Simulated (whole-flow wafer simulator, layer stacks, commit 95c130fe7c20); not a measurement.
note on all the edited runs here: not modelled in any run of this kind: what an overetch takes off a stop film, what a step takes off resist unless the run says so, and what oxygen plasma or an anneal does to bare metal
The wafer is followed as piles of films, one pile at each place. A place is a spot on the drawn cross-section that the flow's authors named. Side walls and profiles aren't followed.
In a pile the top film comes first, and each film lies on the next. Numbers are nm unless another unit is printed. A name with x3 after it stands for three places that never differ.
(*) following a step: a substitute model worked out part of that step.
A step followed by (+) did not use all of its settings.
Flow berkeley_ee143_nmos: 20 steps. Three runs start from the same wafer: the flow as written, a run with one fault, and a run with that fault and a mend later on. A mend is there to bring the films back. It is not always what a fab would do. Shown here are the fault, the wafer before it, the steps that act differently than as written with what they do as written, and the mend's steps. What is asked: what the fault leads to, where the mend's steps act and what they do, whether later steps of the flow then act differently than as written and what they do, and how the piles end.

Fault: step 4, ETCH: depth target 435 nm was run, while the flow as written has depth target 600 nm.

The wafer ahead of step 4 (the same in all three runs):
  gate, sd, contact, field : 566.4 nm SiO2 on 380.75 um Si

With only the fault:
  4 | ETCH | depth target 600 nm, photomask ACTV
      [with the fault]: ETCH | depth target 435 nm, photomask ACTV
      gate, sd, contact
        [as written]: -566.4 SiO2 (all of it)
        [with the fault]: -435 SiO2
  Steps further on in the flow that do not act as written:
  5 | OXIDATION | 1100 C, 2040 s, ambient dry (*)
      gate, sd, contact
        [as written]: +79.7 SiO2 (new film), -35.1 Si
        [with the fault]: +33.3 SiO2, -14.6 Si
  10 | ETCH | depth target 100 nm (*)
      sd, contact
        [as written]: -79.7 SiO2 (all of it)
        [with the fault]: -100 SiO2
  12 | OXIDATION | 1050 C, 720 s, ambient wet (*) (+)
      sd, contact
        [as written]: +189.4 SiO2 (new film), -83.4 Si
        [with the fault]: +156.9 SiO2, -69 Si
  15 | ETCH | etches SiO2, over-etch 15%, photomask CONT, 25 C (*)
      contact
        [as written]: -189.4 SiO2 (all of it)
        [with the fault]: -221.5 SiO2 (all of it)
  At gate, sd, the piles at the end differ from the flow's by more than 2% or 0.5 nm, whichever is larger.
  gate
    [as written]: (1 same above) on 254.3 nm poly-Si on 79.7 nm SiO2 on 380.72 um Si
    [with the fault]: (1 same above) on 254.3 nm poly-Si on 164.6 nm SiO2 on 380.74 um Si
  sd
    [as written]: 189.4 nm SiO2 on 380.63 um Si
    [with the fault]: 221.5 nm SiO2 on 380.67 um Si

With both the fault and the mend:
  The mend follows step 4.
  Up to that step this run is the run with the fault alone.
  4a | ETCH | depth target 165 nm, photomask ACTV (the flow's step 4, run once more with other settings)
      gate, sd, contact
        -131.4 SiO2 (all of it)
  Every later step of the flow that is run acts as written at every place that is followed.
  By the end, the piles equal the flow's at every place that both follow.
